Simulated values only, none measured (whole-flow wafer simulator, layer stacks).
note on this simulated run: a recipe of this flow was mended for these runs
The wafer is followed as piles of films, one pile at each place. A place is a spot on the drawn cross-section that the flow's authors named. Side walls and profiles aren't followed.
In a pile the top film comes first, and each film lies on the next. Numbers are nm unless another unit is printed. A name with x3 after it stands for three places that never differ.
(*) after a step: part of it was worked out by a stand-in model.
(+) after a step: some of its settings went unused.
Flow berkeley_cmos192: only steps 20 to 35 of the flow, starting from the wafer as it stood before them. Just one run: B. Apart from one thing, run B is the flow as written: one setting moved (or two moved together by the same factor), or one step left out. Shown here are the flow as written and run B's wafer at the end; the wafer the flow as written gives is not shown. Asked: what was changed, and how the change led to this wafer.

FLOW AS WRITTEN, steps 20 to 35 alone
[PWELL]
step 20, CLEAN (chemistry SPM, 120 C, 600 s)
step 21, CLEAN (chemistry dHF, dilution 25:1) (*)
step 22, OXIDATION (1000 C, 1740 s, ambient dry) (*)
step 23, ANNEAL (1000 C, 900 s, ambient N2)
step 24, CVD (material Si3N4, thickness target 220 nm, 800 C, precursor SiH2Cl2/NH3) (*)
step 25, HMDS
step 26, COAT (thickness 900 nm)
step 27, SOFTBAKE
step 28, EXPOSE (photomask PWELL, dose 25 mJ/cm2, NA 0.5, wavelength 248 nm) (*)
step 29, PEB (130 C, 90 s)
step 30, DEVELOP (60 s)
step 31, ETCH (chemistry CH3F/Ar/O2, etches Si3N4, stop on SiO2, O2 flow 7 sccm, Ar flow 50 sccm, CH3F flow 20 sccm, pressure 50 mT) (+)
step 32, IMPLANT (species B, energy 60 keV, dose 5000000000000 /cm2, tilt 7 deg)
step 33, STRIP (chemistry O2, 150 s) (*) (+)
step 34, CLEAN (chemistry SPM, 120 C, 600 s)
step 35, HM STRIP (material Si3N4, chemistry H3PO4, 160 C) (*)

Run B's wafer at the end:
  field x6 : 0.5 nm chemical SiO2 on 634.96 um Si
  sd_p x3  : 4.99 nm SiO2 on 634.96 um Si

What caused this: step 35, HM STRIP: 171 C was run, though the flow has 160 C.

How this came from the change, step by step:
  step 35, HM STRIP (material Si3N4, chemistry H3PO4, 160 C) (*)
      field x6: chemical SiO2 gains 0.5 (new film), SiO2 loses 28 (all of it), Si loses 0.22 (it would be, as written: SiO2 loses 17.1)
      sd_p x3: Si3N4 loses 220 (all of it), SiO2 loses 26.6 (it would be, as written: Si3N4 loses 220 (all of it), SiO2 loses 9.71)
